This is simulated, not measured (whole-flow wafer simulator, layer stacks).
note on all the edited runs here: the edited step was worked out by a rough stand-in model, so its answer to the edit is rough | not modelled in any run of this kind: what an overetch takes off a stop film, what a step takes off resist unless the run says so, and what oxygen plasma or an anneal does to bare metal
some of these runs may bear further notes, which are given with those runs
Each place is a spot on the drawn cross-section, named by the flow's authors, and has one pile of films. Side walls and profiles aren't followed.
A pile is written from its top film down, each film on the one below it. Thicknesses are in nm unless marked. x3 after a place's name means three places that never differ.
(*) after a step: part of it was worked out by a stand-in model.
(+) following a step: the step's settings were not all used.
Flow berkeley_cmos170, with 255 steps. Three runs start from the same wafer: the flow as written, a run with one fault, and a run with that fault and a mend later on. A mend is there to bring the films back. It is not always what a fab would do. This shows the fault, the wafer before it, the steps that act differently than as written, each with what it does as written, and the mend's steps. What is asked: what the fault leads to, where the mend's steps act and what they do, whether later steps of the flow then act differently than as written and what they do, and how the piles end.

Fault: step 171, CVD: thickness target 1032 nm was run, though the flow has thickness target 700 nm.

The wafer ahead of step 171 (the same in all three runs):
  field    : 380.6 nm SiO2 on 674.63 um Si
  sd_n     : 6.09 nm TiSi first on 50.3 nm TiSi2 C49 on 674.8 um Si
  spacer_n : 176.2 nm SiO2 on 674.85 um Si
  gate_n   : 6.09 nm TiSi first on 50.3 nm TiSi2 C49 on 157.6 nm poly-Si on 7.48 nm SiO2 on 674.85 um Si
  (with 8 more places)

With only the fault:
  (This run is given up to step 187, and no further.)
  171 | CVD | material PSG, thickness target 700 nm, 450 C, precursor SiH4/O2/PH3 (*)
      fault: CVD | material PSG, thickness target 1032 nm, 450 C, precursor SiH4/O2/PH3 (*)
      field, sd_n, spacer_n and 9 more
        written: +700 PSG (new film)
        fault: +1032 PSG (new film)
  Later steps of the flow acting differently than as written (4 more steps, not shown, differ only slightly: by at most 2% or 0.5 nm, whichever is larger):
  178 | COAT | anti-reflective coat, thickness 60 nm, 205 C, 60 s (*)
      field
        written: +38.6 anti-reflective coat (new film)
        fault: +39.5 anti-reflective coat (new film)
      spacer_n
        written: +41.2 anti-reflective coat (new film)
        fault: +42.1 anti-reflective coat (new film)
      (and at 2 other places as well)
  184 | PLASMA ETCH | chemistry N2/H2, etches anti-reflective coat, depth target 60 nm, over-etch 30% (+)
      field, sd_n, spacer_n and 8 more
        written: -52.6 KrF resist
        fault: -53.9 KrF resist
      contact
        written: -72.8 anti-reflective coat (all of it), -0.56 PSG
        fault: -74.7 anti-reflective coat (all of it), -0.57 PSG
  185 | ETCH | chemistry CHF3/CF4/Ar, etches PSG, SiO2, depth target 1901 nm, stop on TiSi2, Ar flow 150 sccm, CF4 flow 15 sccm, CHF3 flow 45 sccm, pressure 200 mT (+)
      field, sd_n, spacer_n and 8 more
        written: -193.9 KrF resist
        fault: -276.9 KrF resist
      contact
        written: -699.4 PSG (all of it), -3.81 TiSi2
        fault: -1031.4 PSG (all of it), -3.81 TiSi2
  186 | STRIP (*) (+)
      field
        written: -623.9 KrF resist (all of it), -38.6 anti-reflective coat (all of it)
        fault: -540 KrF resist (all of it), -39.5 anti-reflective coat (all of it)
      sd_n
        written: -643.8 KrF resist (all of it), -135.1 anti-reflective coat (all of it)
        fault: -558 KrF resist (all of it), -137.8 anti-reflective coat (all of it)
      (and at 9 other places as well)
  The piles after step 187 differ from the flow's at field, sd_n, spacer_n and 8 more by more than 2% or 0.5 nm, whichever is larger.
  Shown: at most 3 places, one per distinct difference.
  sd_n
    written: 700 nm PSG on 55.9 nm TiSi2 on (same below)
    fault: 1032 nm PSG on 55.9 nm TiSi2 on (same below)
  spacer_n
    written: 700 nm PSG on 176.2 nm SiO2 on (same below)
    fault: 1032 nm PSG on 176.2 nm SiO2 on (same below)
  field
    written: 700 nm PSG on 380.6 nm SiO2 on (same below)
    fault: 1032 nm PSG on 380.6 nm SiO2 on (same below)

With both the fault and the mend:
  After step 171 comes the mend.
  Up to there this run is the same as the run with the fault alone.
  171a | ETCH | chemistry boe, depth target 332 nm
      field, sd_n, spacer_n and 9 more
        -332 PSG
  None of the later steps of the flow differs from how it acts as written, at any place that is followed, by more than 2% or 0.5 nm, whichever is larger.
  The piles end only slightly different from the flow's at the places that both follow, by no more than 2% or 0.5 nm, whichever is larger.
